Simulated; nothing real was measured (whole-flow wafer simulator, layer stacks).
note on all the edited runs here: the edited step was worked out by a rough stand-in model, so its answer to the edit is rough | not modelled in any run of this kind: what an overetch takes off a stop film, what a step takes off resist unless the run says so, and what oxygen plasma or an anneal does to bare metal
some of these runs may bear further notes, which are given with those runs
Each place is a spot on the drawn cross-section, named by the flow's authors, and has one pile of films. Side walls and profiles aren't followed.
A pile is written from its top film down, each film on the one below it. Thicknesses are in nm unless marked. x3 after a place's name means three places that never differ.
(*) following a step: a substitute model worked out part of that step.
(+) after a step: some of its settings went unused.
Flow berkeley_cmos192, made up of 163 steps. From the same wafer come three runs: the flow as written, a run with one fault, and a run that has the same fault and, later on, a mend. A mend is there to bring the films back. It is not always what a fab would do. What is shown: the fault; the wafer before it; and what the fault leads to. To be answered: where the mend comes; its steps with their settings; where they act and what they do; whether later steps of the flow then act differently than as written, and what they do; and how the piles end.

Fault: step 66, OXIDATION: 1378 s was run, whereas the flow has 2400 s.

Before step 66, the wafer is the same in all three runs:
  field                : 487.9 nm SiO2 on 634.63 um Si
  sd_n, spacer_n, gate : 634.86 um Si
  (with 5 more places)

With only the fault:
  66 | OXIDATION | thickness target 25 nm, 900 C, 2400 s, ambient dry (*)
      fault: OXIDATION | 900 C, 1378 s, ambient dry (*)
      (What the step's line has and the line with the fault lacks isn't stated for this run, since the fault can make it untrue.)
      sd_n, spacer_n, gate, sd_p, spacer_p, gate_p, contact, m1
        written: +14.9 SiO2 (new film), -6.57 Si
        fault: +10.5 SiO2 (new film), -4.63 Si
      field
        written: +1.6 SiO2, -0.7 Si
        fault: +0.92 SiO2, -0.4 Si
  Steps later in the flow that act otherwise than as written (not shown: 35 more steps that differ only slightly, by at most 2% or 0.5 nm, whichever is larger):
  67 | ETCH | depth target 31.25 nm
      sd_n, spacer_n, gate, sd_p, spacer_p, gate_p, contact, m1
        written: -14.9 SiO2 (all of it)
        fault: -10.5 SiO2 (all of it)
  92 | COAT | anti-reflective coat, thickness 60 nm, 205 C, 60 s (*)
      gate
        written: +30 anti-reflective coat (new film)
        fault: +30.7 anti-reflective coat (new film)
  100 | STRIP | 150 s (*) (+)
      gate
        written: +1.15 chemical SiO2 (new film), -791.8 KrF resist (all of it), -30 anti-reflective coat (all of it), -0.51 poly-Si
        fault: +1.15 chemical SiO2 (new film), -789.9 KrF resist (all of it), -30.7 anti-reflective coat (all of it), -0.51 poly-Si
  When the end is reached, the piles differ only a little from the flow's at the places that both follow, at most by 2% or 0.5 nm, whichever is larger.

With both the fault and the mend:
  After step 66 comes the mend.
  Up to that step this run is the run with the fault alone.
  66a | OXIDATION | 900 C, 1022 s, ambient dry (*) (the flow's step 66, run once more with other settings)
      sd_n, spacer_n, gate, sd_p, spacer_p, gate_p, contact, m1
        +4.41 SiO2, -1.94 Si
      field
        +0.68 SiO2, -0.3 Si
  None of the later steps of the flow acts differently than as written at any place that is followed.
  By the end, the piles equal the flow's at every place that both follow.
